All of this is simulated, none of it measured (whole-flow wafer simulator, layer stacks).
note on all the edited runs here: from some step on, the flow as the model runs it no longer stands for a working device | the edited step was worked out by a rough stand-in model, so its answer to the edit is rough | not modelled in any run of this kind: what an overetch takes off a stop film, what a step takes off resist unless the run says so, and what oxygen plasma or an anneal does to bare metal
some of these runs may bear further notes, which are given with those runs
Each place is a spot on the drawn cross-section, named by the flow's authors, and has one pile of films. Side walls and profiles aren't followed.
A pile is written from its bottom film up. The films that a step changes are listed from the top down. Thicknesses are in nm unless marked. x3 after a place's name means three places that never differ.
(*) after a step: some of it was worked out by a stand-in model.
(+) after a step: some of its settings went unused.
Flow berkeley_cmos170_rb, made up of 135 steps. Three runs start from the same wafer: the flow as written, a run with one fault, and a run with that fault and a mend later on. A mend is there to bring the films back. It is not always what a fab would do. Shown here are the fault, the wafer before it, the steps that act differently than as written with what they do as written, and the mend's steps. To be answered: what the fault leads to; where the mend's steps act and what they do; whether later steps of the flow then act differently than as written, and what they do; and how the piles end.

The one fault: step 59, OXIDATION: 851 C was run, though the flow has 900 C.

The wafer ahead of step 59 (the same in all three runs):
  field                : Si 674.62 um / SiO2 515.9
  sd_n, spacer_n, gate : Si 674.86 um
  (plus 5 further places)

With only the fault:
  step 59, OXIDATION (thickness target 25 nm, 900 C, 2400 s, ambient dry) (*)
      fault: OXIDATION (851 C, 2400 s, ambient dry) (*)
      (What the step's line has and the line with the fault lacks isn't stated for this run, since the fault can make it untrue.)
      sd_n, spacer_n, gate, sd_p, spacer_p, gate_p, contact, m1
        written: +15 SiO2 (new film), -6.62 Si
        fault: +9.07 SiO2 (new film), -3.99 Si
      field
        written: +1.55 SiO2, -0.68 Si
        fault: +0.62 SiO2, -0.27 Si
  Steps further on in the flow that do not act as written (31 more steps, not shown, differ only slightly: by at most 2% or 0.5 nm, whichever is larger):
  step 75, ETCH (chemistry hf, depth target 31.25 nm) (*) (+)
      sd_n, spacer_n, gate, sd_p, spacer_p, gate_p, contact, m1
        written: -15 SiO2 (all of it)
        fault: -9.07 SiO2 (all of it)
  When the end is reached, the piles differ only a little from the flow's at the places that both follow, at most by 2% or 0.5 nm, whichever is larger.

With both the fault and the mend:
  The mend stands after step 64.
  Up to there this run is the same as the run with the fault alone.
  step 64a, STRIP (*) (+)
      sd_p
        -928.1 KrF resist (all of it)
      spacer_p
        -911.2 KrF resist (all of it)
      gate_p
        -910.4 KrF resist (all of it)
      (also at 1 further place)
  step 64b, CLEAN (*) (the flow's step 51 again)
      does not change any film at any place that is followed
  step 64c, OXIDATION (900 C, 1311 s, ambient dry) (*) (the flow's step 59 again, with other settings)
      sd_n, spacer_n, gate, sd_p, spacer_p, gate_p, contact, m1
        +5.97 SiO2, -2.63 Si
      field
        +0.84 SiO2, -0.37 Si
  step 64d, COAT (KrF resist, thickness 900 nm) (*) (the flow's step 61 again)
      field
        +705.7 KrF resist (new film)
      sd_n
        +957.4 KrF resist (new film)
      spacer_n
        +924.9 KrF resist (new film)
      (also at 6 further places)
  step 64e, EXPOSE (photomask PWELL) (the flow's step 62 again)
      does not change any film at any place that is followed
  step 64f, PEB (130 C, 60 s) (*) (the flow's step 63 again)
      does not change any film at any place that is followed
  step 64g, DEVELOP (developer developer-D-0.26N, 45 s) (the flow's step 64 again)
      sd_p, spacer_p, gate_p, m1
        -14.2 KrF resist
      field
        -705.7 KrF resist (all of it)
      sd_n
        -957.4 KrF resist (all of it)
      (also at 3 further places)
  Later steps of the flow that are run all act as written at every place that is followed, up to a difference of at most 2% or 0.5 nm, whichever is larger.
  When the end is reached, the piles differ only a little from the flow's at the places that both follow, at most by 2% or 0.5 nm, whichever is larger.
